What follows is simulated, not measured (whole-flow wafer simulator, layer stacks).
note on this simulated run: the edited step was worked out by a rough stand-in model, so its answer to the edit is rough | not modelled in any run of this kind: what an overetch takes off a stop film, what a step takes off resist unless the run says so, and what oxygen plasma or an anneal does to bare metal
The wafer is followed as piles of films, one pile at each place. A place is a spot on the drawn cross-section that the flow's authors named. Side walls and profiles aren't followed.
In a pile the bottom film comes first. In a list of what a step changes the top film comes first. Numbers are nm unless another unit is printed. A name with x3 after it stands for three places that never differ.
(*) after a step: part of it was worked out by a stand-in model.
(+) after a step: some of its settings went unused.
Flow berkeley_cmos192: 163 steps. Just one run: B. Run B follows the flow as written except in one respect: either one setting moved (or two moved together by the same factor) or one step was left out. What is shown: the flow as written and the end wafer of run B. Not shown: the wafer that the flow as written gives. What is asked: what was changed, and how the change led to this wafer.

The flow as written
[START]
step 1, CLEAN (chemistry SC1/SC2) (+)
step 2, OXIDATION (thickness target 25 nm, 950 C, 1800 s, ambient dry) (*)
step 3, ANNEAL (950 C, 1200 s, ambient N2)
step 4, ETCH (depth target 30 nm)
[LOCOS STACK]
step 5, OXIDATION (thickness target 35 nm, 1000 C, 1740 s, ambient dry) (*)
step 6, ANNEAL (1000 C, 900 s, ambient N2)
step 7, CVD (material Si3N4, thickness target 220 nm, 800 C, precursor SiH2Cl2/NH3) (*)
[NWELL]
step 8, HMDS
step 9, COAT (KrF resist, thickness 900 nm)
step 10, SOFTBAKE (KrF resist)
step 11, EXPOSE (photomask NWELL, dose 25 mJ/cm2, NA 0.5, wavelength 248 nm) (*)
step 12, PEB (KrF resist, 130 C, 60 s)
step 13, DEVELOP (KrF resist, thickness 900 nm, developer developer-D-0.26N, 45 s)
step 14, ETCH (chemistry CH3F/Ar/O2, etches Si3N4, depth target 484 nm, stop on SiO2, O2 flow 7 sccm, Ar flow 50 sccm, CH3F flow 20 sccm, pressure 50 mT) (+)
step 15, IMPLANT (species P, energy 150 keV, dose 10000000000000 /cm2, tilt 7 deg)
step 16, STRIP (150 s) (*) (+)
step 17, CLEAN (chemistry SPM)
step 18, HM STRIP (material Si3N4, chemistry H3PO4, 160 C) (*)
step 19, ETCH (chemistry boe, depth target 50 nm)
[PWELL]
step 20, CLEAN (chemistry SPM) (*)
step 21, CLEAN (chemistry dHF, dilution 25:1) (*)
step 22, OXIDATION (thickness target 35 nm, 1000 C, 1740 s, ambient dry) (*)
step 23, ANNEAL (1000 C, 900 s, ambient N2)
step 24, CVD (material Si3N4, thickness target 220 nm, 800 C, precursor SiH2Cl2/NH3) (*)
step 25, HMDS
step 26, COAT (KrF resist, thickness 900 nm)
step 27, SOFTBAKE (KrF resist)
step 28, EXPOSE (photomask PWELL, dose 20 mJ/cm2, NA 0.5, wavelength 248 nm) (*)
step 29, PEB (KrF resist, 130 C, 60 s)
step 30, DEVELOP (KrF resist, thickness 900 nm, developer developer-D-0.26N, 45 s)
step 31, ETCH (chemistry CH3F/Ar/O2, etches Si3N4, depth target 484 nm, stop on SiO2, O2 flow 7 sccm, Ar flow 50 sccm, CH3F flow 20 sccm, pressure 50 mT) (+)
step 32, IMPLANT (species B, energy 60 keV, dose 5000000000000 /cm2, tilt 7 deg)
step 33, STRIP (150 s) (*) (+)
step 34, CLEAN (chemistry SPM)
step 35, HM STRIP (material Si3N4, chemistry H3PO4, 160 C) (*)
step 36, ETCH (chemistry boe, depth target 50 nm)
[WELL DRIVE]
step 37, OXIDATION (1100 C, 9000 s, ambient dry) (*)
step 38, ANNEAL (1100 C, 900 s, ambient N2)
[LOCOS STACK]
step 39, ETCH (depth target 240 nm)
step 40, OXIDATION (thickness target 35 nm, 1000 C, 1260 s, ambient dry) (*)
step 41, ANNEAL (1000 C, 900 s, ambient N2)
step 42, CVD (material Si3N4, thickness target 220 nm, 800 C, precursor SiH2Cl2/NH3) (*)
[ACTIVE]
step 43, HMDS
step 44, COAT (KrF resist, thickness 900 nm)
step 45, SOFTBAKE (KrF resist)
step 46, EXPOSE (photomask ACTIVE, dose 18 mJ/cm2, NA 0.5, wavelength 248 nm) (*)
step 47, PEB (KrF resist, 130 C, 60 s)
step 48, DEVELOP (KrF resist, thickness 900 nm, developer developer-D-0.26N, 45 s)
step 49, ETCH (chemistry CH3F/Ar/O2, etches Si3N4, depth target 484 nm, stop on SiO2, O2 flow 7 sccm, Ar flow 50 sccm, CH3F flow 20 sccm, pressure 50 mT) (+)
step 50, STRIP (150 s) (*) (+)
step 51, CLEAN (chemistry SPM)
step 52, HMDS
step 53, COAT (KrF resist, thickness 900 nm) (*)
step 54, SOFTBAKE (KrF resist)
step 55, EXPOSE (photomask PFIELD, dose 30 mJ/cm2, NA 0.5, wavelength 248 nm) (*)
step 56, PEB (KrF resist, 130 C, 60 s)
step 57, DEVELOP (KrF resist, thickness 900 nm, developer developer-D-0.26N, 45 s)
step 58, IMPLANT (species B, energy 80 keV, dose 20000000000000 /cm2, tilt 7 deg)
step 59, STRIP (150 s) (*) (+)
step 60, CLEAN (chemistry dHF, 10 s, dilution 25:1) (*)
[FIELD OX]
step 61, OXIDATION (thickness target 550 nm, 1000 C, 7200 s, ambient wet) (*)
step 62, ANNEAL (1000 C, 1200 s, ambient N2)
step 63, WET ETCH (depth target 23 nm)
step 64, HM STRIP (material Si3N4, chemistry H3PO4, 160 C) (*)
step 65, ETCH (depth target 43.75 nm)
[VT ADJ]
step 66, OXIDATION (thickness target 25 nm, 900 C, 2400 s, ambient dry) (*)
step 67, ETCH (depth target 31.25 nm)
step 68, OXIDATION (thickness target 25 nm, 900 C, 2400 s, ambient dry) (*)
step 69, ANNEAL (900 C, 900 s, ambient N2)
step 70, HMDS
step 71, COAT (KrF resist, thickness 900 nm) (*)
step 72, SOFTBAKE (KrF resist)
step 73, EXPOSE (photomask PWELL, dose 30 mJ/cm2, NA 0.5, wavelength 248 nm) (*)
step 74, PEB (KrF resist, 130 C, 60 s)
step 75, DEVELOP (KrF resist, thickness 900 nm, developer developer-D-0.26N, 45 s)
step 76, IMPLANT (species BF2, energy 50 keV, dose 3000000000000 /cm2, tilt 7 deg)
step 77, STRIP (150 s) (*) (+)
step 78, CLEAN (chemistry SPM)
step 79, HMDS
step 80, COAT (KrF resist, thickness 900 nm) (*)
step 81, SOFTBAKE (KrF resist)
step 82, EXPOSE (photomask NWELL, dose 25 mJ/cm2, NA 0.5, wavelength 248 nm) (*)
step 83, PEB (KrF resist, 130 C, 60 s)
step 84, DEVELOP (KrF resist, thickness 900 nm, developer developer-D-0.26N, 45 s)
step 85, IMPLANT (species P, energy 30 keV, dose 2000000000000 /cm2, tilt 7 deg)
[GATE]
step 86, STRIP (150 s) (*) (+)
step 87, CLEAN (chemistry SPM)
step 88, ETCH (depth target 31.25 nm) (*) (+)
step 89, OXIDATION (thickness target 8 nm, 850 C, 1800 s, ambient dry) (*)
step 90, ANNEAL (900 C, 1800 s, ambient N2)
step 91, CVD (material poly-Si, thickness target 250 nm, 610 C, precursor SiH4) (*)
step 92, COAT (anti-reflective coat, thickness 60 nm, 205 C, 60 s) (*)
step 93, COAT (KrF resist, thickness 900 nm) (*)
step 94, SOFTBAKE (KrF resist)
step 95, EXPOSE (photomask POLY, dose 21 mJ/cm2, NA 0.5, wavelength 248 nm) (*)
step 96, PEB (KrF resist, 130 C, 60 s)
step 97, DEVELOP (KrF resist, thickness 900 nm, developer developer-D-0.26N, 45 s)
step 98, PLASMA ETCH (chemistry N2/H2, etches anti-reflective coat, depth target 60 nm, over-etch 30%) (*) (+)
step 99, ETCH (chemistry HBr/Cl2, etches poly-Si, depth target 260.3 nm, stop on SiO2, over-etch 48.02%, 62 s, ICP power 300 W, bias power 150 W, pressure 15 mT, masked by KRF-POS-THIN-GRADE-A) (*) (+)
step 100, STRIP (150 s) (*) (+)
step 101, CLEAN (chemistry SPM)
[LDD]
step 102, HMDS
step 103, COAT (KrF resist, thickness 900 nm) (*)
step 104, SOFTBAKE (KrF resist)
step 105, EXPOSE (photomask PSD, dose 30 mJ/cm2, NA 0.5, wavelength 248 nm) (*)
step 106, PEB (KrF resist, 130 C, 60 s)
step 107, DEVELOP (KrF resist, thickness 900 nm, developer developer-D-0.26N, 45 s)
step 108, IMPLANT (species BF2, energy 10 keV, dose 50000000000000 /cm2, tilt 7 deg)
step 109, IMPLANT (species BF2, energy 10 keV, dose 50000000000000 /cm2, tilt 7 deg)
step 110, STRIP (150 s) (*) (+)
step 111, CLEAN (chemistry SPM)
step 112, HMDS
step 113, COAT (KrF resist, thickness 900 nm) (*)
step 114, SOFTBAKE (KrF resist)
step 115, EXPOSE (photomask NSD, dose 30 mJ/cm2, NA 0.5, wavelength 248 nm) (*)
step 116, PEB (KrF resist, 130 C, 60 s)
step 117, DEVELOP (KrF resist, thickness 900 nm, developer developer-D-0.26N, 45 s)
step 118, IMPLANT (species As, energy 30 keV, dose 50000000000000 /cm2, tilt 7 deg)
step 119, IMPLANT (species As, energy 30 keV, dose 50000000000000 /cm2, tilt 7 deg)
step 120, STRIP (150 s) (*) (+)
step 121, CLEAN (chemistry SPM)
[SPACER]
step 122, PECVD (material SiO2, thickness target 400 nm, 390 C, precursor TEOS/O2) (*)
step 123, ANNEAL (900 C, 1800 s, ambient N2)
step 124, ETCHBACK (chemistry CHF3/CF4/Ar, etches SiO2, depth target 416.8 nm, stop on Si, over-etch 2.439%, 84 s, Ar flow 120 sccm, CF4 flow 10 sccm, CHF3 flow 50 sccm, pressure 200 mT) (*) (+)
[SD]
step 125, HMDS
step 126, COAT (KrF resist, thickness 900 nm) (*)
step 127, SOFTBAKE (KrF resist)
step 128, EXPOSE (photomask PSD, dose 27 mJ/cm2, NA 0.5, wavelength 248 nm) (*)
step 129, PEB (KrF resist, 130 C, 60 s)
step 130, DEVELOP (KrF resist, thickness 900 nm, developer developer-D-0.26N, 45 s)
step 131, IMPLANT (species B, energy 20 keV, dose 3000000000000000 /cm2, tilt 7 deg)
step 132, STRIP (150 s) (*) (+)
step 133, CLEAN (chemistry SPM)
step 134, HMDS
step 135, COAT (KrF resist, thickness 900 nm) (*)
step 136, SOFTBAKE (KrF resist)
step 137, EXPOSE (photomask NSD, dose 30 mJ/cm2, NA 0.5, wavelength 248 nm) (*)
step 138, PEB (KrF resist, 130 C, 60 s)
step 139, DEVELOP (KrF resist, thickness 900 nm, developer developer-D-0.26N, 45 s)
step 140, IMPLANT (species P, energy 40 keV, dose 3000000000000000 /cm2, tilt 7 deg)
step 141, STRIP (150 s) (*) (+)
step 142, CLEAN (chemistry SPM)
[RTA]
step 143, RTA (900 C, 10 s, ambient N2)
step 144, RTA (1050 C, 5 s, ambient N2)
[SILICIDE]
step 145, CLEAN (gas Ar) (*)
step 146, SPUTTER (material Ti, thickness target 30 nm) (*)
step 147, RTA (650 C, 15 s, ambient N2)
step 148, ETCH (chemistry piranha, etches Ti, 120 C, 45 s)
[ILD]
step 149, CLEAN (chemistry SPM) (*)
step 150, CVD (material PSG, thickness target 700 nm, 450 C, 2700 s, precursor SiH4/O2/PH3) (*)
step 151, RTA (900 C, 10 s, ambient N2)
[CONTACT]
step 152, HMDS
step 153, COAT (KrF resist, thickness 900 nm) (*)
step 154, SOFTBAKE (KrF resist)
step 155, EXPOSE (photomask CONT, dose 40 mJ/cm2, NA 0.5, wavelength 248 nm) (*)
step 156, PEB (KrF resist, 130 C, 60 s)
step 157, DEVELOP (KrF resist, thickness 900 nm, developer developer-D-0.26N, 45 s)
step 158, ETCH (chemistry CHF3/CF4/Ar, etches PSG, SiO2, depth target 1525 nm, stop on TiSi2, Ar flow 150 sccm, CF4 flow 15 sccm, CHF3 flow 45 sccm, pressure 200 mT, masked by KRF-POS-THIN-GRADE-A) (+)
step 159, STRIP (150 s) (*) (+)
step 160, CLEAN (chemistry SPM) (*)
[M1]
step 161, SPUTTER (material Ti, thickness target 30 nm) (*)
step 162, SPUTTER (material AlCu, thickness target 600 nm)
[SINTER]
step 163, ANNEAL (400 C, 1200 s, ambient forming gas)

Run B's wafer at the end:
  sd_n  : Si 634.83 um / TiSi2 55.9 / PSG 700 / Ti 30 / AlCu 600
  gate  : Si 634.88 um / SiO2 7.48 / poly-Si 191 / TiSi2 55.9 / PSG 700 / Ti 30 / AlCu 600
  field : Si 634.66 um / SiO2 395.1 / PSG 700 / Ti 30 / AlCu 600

The reason: step 37, OXIDATION: 4050 s was run, whereas the flow has 9000 s.

How this came from the change, step by step:
  step 37, OXIDATION (1100 C, 9000 s, ambient dry) (*)
      field, sd_n, spacer_n and 6 more: +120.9 SiO2 (new film), -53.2 Si (it would be, as written: +197.6 SiO2 (new film), -86.9 Si)
  step 39, ETCH (depth target 240 nm)
      field, sd_n, spacer_n and 6 more: -120.9 SiO2 (all of it) (it would be, as written: -197.6 SiO2 (all of it))
